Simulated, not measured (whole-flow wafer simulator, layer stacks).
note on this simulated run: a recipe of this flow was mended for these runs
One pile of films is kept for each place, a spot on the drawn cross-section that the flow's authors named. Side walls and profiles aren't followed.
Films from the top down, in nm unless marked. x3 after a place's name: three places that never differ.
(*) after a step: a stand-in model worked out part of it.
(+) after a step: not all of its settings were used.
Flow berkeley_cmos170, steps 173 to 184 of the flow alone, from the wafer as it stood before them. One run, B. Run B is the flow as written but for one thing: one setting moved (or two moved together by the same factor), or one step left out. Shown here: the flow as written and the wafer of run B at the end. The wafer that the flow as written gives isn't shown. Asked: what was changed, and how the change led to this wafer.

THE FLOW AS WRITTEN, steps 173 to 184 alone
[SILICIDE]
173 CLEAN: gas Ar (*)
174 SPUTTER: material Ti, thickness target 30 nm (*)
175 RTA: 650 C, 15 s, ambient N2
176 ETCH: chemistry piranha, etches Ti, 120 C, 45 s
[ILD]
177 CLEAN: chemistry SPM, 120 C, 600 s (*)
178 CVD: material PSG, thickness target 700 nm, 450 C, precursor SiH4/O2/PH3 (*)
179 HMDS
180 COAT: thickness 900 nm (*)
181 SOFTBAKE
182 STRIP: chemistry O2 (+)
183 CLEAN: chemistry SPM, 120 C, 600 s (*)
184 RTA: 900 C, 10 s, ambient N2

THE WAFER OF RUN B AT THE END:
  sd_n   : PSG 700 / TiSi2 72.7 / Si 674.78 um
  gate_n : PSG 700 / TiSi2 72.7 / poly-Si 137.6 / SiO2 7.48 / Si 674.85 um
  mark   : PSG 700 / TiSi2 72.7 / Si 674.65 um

The cause: step 174, SPUTTER: thickness target 39 nm was run, where the flow has thickness target 30 nm.

How the change led to this, step by step:
  174 SPUTTER: material Ti, thickness target 30 nm (*)
      field, mark, sd_n and 10 more: Ti +39 (new film) (as written it would be: Ti +30 (new film))
  175 RTA: 650 C, 15 s, ambient N2
      mark, sd_n, sd_p, contact, m1, via1, m2, via2: Ti -30.4, TiSi first +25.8 (new film), TiSi2 C49 +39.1 (new film), Si -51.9 (as written it would be: Ti -23.4, TiSi first +6.2 (new film), TiSi2 C49 +50.3 (new film), Si -49)
      gate_n, gate_p: Ti -30.4, TiSi first +25.8 (new film), TiSi2 C49 +39.1 (new film), poly-Si -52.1 (as written it would be: Ti -23.4, TiSi first +6.2 (new film), TiSi2 C49 +50.3 (new film), poly-Si -49.2)
  176 ETCH: chemistry piranha, etches Ti, 120 C, 45 s
      mark, sd_n, gate_n and 7 more: Ti -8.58 (all of it), TiSi first -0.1 (as written it would be: Ti -6.6 (all of it), TiSi first -0.1)
      field, spacer_n, spacer_p: Ti -39 (all of it) (as written it would be: Ti -30 (all of it))
  184 RTA: 900 C, 10 s, ambient N2
      mark, sd_n, sd_p, contact, m1, via1, m2, via2: under 1 film: TiSi2 +72.7 (new film), TiSi first -25.7 (all of it), TiSi2 C49 -39.1 (all of it), Si -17 (as written it would be: under 1 film: TiSi2 +55.9 (new film), TiSi first -6.09 (all of it), TiSi2 C49 -50.3 (all of it), Si -4.05)
      gate_n, gate_p: under 1 film: TiSi2 +72.7 (new film), TiSi first -25.7 (all of it), TiSi2 C49 -39.1 (all of it), poly-Si -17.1 (as written it would be: under 1 film: TiSi2 +55.9 (new film), TiSi first -6.09 (all of it), TiSi2 C49 -50.3 (all of it), poly-Si -4.06)
